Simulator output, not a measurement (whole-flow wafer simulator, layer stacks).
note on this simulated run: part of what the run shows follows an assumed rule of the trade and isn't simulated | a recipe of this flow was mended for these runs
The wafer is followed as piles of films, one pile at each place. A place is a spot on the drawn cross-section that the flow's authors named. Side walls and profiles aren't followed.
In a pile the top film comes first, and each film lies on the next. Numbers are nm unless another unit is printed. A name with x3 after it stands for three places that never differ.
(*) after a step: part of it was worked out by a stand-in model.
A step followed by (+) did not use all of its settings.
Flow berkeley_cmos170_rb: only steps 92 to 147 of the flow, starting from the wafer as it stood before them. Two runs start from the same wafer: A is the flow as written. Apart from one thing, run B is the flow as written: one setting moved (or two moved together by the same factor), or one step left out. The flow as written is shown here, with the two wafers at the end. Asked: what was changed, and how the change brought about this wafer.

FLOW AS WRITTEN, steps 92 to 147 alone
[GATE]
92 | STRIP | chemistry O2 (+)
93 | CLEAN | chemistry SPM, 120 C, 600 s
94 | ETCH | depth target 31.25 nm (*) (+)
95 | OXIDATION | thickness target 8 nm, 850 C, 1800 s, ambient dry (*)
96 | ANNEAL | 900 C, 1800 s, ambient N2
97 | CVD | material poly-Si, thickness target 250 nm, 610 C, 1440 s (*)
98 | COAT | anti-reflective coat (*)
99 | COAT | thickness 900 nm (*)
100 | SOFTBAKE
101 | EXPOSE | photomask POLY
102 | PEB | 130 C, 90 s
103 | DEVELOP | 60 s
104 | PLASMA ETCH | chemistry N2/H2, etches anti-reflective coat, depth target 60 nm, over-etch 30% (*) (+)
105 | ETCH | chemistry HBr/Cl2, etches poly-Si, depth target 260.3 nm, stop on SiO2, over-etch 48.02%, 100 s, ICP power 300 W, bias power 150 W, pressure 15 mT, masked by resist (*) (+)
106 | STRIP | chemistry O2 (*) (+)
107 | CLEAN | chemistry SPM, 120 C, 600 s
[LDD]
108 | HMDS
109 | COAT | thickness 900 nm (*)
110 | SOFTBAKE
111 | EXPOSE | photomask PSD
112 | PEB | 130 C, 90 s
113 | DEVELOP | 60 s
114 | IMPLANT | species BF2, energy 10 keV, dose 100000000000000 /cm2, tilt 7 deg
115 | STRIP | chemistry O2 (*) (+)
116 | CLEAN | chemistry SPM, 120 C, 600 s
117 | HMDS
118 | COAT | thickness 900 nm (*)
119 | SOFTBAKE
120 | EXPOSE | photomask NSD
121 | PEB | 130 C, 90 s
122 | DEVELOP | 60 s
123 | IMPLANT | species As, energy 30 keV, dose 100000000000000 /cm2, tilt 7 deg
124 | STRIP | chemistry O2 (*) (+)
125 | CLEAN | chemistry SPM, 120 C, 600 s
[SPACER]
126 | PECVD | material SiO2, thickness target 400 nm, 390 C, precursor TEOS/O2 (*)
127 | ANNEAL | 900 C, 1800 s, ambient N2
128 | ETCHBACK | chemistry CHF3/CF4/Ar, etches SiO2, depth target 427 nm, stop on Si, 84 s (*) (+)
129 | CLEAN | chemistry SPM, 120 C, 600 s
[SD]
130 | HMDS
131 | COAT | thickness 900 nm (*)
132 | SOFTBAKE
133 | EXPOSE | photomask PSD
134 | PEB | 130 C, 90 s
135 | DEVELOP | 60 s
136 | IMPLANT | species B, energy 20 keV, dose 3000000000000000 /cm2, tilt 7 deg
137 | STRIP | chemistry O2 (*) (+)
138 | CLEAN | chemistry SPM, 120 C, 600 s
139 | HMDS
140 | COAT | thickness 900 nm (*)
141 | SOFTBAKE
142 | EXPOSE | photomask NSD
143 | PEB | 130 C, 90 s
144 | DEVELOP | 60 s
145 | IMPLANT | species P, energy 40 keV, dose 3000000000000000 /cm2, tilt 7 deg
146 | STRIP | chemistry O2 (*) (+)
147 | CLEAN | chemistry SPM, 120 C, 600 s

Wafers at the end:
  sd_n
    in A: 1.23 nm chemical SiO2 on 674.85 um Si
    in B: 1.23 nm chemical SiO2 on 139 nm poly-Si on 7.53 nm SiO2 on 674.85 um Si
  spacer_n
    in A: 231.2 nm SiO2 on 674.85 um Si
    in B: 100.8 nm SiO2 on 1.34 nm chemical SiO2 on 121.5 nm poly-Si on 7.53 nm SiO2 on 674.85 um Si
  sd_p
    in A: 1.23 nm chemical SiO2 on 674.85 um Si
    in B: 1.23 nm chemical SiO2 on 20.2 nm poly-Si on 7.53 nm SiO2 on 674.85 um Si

Cause: step 104, PLASMA ETCH: chemistry N2/H2, etches anti-reflective coat, depth target 60 nm, over-etch 30% (*) (+), was not run.

How this came from the change, step by step:
  105 | ETCH | chemistry HBr/Cl2, etches poly-Si, depth target 260.3 nm, stop on SiO2, over-etch 48.02%, 100 s, ICP power 300 W, bias power 150 W, pressure 15 mT, masked by resist (*) (+)
      spacer_n, spacer_p: A -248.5 poly-Si (all of it), -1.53 SiO2 | B -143 anti-reflective coat (all of it), -127.9 poly-Si
      field: A -245 poly-Si (all of it), -1.8 SiO2 | B -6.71 anti-reflective coat (all of it), -250 poly-Si (all of it), -0.62 SiO2
      (as well as at 4 more places)
  106 | STRIP | chemistry O2 (*) (+)
      sd_n, spacer_n, sd_p, spacer_p, m1: A nothing | B +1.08 chemical SiO2 (new film), -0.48 poly-Si
      gate: A +0.78 chemical SiO2 (new film), -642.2 KrF-resist (all of it), -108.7 anti-reflective coat (all of it), -0.34 poly-Si | B +0.82 chemical SiO2 (new film), -842.8 KrF-resist (all of it), -108.7 anti-reflective coat (all of it), -0.36 poly-Si
      (as well as at 1 more place)
  109 | COAT | thickness 900 nm (*)
      field: A +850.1 KrF-resist (new film) | B +883 KrF-resist (new film)
      sd_n: A +1005.4 KrF-resist (new film) | B +886.7 KrF-resist (new film)
      (as well as at 5 more places)
  113 | DEVELOP | 60 s
      spacer_p: A -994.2 KrF-resist (all of it) | B -898 KrF-resist (all of it)
      gate_p: A -744.1 KrF-resist (all of it) | B -772.3 KrF-resist (all of it)
  115 | STRIP | chemistry O2 (*) (+)
      sd_n: A -988.2 KrF-resist (all of it) | B -869.8 KrF-resist (all of it), +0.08 chemical SiO2
      spacer_n: A -982.4 KrF-resist (all of it) | B -927.6 KrF-resist (all of it), +0.08 chemical SiO2
      (as well as at 3 more places)
  118 | COAT | thickness 900 nm (*)
      field: A +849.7 KrF-resist (new film) | B +883 KrF-resist (new film)
      sd_n: A +1005.4 KrF-resist (new film) | B +886.7 KrF-resist (new film)
      (as well as at 5 more places)
  122 | DEVELOP | 60 s
      sd_n: A -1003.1 KrF-resist (all of it) | B -884.7 KrF-resist (all of it)
      spacer_n: A -996.7 KrF-resist (all of it) | B -942.7 KrF-resist (all of it)
      (as well as at 2 more places)
  124 | STRIP | chemistry O2 (*) (+)
      spacer_p: A -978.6 KrF-resist (all of it) | B -883.4 KrF-resist (all of it), +0.05 chemical SiO2, -0.02 poly-Si
      field: A -832.8 KrF-resist (all of it) | B -866.1 KrF-resist (all of it)
      (as well as at 1 more place)
  126 | PECVD | material SiO2, thickness target 400 nm, 390 C, precursor TEOS/O2 (*)
      sd_n, m1: A +400 SiO2 | B +400 SiO2 (new film)
      spacer_n, spacer_p: A +385.3 SiO2 | B +394.4 SiO2 (new film)
      (as well as at 1 more place)
  128 | ETCHBACK | chemistry CHF3/CF4/Ar, etches SiO2, depth target 427 nm, stop on Si, 84 s (*) (+)
      sd_n: A -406 SiO2 (all of it), -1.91 Si | B -400 SiO2 (all of it), -1.34 chemical SiO2 (all of it), -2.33 poly-Si
      sd_p: A -391.2 SiO2 (all of it), -3.26 Si | B -387.2 SiO2 (all of it), -1.35 chemical SiO2 (all of it), -3.49 poly-Si
      (as well as at 3 more places)
  131 | COAT | thickness 900 nm (*)
      field: A +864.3 KrF-resist (new film) | B +892.1 KrF-resist (new film)
      sd_n: A +1002.7 KrF-resist (new film) | B +878 KrF-resist (new film)
      (as well as at 5 more places)
  135 | DEVELOP | 60 s
      spacer_p: A -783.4 KrF-resist (all of it) | B -804.7 KrF-resist (all of it)
      gate_p: A -762.3 KrF-resist (all of it) | B -784.1 KrF-resist (all of it)
  137 | STRIP | chemistry O2 (*) (+)
      sd_n: A -985.4 KrF-resist (all of it), +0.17 chemical SiO2, -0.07 Si | B -861.1 KrF-resist (all of it), +0.17 chemical SiO2
      m1: A -979.2 KrF-resist (all of it), +0.17 chemical SiO2, -0.07 Si | B -941.3 KrF-resist (all of it), +0.17 chemical SiO2, -0.07 poly-Si
      (as well as at 4 more places)
  140 | COAT | thickness 900 nm (*)
      field: A +864.2 KrF-resist (new film) | B +892.1 KrF-resist (new film)
      sd_n: A +1002.3 KrF-resist (new film) | B +878 KrF-resist (new film)
      (as well as at 6 more places)
  144 | DEVELOP | 60 s
      sd_n: A -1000 KrF-resist (all of it) | B -876 KrF-resist (all of it)
      spacer_n: A -789.7 KrF-resist (all of it) | B -842.1 KrF-resist (all of it)
      (as well as at 3 more places)
  146 | STRIP | chemistry O2 (*) (+)
      field: A -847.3 KrF-resist (all of it) | B -875.2 KrF-resist (all of it)
      spacer_p: A -768.5 KrF-resist (all of it) | B -789.8 KrF-resist (all of it)
      (as well as at 1 more place)
